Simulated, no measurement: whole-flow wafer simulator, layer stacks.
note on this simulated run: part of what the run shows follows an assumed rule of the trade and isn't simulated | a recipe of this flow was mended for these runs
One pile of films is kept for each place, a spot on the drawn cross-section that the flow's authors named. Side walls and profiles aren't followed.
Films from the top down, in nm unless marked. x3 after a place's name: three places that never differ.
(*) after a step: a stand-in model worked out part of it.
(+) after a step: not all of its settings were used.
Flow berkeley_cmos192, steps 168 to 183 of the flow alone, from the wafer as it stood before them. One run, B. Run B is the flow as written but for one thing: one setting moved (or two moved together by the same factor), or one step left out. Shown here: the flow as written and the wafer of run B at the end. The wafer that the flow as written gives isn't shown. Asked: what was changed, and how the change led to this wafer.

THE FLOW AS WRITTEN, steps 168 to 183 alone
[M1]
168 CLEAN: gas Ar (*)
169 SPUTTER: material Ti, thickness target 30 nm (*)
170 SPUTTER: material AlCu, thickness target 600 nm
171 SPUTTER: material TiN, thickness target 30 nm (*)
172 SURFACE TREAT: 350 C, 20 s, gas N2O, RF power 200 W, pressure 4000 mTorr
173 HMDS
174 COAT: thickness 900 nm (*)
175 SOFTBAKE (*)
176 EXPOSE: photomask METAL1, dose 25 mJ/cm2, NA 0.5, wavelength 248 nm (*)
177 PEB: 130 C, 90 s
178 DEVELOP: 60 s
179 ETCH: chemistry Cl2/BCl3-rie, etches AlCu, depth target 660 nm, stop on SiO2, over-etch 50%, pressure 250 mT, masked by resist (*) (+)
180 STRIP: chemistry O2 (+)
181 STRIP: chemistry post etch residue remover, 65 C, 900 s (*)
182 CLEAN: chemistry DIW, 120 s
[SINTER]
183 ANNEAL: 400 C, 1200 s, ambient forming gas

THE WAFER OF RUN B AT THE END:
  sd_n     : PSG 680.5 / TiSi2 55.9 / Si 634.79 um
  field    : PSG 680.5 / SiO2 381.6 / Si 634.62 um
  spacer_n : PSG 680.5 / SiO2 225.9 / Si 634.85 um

The cause: step 179, ETCH: depth target 515 nm was run, where the flow has depth target 660 nm.

How the change led to this, step by step:
  179 ETCH: chemistry Cl2/BCl3-rie, etches AlCu, depth target 660 nm, stop on SiO2, over-etch 50%, pressure 250 mT, masked by resist (*) (+)
      field, sd_n, spacer_n, gate, spacer_p, gate_p: TiN -30 (all of it), AlCu -600 (all of it), Ti -30 (all of it), PSG -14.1 (as written it would be: TiN -30 (all of it), AlCu -600 (all of it), Ti -30 (all of it), PSG -41.2)
      contact, m1: KrF-resist -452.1 (as written it would be: KrF-resist -495)
      (and at 1 more place)
  180 STRIP: chemistry O2 (+)
      contact: KrF-resist -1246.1 (all of it) (as written it would be: KrF-resist -1203.2 (all of it))
      m1: KrF-resist -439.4 (all of it) (as written it would be: KrF-resist -396.5 (all of it))
